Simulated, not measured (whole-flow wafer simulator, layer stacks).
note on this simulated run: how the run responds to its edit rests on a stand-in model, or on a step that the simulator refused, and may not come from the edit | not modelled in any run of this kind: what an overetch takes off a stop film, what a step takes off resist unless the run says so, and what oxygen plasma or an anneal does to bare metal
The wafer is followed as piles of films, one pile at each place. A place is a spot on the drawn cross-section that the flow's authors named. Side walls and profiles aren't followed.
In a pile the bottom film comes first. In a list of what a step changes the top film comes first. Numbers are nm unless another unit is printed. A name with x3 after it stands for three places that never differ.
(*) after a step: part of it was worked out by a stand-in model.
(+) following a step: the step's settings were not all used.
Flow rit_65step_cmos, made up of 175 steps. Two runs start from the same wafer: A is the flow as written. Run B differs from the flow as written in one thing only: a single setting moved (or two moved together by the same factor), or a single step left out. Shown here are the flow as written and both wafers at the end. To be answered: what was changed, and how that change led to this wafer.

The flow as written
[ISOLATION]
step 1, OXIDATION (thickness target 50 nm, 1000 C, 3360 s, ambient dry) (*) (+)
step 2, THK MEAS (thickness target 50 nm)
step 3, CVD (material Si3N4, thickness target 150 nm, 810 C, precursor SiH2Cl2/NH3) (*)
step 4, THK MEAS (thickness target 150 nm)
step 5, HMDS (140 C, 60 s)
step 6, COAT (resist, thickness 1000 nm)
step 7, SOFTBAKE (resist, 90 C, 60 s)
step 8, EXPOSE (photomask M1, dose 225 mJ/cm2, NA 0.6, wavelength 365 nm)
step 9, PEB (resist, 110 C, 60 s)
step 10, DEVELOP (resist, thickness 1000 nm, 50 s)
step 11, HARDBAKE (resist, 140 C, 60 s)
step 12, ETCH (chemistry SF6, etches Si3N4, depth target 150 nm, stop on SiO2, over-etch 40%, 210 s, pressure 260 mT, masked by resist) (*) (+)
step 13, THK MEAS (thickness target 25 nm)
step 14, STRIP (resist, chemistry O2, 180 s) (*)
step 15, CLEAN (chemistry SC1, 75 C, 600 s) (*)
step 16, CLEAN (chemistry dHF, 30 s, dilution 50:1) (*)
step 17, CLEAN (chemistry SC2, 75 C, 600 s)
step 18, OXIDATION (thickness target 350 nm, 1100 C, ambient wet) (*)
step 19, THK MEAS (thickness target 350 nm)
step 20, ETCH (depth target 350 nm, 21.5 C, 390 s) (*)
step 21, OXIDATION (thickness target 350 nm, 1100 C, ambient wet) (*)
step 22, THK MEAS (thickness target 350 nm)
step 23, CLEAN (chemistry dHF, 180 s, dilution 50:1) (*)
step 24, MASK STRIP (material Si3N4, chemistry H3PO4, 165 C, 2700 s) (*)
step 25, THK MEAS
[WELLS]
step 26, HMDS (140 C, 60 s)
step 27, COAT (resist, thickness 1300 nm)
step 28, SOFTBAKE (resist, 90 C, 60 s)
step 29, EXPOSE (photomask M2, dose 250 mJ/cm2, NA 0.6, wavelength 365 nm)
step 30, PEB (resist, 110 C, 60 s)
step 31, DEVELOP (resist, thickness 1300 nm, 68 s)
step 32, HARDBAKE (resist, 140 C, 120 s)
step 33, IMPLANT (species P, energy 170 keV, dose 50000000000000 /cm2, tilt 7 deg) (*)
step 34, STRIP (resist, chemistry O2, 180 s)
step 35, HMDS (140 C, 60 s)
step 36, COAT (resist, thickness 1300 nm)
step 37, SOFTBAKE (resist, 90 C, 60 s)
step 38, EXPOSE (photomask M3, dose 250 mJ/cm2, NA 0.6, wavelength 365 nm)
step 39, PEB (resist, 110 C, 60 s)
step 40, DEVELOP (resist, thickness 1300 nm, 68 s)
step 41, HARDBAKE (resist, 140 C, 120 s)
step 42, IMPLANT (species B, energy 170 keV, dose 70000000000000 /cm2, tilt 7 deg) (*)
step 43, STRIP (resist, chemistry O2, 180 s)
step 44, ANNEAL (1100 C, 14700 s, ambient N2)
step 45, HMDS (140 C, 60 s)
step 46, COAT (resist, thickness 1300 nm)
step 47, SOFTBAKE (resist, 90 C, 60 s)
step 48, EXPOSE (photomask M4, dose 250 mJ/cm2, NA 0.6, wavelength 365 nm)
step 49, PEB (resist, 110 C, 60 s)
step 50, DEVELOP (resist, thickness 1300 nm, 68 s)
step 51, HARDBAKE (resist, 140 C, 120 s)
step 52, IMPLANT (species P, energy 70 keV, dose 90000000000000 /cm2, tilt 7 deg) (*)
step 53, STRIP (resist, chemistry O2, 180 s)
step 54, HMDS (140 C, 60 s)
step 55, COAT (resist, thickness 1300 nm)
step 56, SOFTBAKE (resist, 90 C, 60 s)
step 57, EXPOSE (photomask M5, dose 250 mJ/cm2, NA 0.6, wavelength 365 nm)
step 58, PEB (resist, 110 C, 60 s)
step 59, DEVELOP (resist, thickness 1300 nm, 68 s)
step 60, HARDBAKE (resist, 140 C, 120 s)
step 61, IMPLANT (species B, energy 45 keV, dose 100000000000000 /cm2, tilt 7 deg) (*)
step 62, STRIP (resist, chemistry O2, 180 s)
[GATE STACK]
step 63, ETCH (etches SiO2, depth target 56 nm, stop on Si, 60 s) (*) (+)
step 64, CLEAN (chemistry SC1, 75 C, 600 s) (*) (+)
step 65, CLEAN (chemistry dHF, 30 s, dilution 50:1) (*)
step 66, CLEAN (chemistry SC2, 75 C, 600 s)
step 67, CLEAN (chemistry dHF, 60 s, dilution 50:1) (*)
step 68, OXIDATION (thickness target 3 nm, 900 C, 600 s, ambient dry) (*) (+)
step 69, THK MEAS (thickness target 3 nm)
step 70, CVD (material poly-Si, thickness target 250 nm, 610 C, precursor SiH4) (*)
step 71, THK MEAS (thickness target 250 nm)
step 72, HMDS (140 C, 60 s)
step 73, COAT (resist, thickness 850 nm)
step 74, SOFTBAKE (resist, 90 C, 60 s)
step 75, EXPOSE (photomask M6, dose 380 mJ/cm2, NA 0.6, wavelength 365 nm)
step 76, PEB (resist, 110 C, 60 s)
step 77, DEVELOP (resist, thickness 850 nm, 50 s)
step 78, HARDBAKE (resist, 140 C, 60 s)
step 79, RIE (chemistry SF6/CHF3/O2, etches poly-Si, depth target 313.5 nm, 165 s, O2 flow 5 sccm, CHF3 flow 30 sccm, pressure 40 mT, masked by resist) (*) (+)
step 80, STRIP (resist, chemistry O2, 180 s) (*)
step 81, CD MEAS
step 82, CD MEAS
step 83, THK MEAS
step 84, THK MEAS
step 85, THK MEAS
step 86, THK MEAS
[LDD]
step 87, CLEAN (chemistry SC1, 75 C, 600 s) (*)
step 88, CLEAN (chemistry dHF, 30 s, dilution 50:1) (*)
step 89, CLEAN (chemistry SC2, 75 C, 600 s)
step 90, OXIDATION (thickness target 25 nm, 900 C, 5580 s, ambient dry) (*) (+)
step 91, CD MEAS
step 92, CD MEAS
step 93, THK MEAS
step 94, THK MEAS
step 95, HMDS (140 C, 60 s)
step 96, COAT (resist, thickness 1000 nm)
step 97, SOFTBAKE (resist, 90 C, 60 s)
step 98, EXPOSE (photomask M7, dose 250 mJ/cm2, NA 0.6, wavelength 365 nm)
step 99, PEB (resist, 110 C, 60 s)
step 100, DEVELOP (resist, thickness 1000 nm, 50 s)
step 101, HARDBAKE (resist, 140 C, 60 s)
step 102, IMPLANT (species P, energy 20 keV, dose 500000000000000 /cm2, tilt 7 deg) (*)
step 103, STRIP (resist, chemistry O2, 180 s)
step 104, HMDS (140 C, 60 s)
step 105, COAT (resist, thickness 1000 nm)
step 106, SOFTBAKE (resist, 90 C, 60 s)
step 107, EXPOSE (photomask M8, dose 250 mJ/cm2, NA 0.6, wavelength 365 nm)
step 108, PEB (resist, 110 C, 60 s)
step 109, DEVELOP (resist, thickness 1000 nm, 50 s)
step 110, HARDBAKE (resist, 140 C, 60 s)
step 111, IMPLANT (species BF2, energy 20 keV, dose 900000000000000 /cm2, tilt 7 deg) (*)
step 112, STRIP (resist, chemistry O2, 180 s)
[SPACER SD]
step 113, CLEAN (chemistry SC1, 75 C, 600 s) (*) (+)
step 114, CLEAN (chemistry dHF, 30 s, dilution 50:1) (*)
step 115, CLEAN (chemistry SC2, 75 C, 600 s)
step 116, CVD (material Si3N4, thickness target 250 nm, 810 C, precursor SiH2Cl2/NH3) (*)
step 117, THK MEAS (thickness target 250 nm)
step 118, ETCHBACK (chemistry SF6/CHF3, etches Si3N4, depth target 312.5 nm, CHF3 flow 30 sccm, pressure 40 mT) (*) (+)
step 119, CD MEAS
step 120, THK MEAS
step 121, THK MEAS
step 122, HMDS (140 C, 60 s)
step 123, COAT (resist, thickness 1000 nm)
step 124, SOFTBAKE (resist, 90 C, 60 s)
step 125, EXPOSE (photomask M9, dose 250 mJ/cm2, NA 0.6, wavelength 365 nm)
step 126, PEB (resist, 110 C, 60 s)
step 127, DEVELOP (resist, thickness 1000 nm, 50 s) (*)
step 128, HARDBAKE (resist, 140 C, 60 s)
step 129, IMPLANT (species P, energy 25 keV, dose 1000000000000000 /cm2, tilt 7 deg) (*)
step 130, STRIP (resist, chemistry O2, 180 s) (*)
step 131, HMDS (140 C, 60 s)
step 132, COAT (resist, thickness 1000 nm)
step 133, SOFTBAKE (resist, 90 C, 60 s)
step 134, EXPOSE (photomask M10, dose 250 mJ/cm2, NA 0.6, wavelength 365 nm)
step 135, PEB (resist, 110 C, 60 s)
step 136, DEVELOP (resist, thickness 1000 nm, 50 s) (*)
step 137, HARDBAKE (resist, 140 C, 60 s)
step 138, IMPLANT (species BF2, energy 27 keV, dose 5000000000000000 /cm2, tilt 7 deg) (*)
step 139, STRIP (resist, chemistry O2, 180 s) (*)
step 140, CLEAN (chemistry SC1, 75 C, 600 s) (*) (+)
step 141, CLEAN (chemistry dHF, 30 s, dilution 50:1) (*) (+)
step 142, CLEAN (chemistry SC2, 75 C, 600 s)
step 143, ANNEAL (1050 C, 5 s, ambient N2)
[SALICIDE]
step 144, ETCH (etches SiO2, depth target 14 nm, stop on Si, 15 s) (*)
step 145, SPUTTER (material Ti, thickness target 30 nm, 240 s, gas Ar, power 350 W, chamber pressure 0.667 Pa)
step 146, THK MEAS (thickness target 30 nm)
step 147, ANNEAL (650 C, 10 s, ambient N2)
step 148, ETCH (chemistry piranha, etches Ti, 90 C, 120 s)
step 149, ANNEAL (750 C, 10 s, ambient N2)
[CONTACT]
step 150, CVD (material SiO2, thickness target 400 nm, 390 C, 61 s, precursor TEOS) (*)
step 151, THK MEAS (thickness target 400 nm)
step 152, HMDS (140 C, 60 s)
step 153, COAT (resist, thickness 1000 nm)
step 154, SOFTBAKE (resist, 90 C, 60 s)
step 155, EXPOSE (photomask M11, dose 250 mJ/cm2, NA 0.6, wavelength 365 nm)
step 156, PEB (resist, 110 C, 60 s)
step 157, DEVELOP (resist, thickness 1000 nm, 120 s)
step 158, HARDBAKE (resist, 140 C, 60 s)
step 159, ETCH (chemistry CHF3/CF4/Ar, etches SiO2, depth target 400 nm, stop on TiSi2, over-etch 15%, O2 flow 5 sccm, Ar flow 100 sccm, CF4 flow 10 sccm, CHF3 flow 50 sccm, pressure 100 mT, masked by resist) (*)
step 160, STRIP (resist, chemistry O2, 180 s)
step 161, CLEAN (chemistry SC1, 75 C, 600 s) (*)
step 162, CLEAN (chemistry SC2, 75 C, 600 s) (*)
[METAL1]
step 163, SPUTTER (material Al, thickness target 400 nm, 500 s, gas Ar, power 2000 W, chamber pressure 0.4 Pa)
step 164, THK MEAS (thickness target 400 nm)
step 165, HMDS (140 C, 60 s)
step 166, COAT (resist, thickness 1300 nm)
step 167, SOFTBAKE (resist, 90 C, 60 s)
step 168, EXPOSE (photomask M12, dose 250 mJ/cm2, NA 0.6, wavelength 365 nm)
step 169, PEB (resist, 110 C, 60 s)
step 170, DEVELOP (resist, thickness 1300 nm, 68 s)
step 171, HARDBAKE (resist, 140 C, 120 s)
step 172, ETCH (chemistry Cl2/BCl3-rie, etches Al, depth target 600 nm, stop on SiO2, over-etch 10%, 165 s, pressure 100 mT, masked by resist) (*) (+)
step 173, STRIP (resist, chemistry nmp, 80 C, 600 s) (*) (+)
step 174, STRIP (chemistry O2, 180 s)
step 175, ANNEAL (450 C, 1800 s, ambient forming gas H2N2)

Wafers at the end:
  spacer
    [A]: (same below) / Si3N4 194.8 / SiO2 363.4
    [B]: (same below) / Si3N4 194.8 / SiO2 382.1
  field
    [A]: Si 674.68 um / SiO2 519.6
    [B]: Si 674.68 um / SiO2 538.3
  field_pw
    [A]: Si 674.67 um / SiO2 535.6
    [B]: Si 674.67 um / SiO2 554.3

What caused this: step 163, SPUTTER: power 2748 W was run, while the flow as written has power 2000 W.

How this came from the change, step by step:
  step 163, SPUTTER (material Al, thickness target 400 nm, 500 s, gas Ar, power 2000 W, chamber pressure 0.4 Pa)
      field, field_pw, field_p, spacer, spacer_p: A +400 Al (new film) | B +549.6 Al (new film)
      gate_n, gate_p: A +396 Al (new film) | B +523.8 Al (new film)
      (as well as at 1 more place)
  step 166, COAT (resist, thickness 1300 nm)
      gate_n: A +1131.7 resist (new film) | B +1155.4 resist (new film)
      gate_p: A +1135.6 resist (new film) | B +1158.9 resist (new film)
  step 169, PEB (resist, 110 C, 60 s)
      gate_n: A -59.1 resist | B -60.4 resist
      gate_p: A -59.3 resist | B -60.6 resist
  step 170, DEVELOP (resist, thickness 1300 nm, 68 s)
      gate_n: A -1072.6 resist (all of it) | B -1095 resist (all of it)
      gate_p: A -1076.3 resist (all of it) | B -1098.3 resist (all of it)
  step 172, ETCH (chemistry Cl2/BCl3-rie, etches Al, depth target 600 nm, stop on SiO2, over-etch 10%, 165 s, pressure 100 mT, masked by resist) (*) (+)
      field, field_pw, field_p, spacer, spacer_p: A -400 Al (all of it), -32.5 SiO2 | B -549.6 Al (all of it), -13.8 SiO2
      gate_n, gate_p: A -396 Al (all of it), -33 SiO2 | B -523.8 Al (all of it), -17 SiO2
      (as well as at 1 more place)
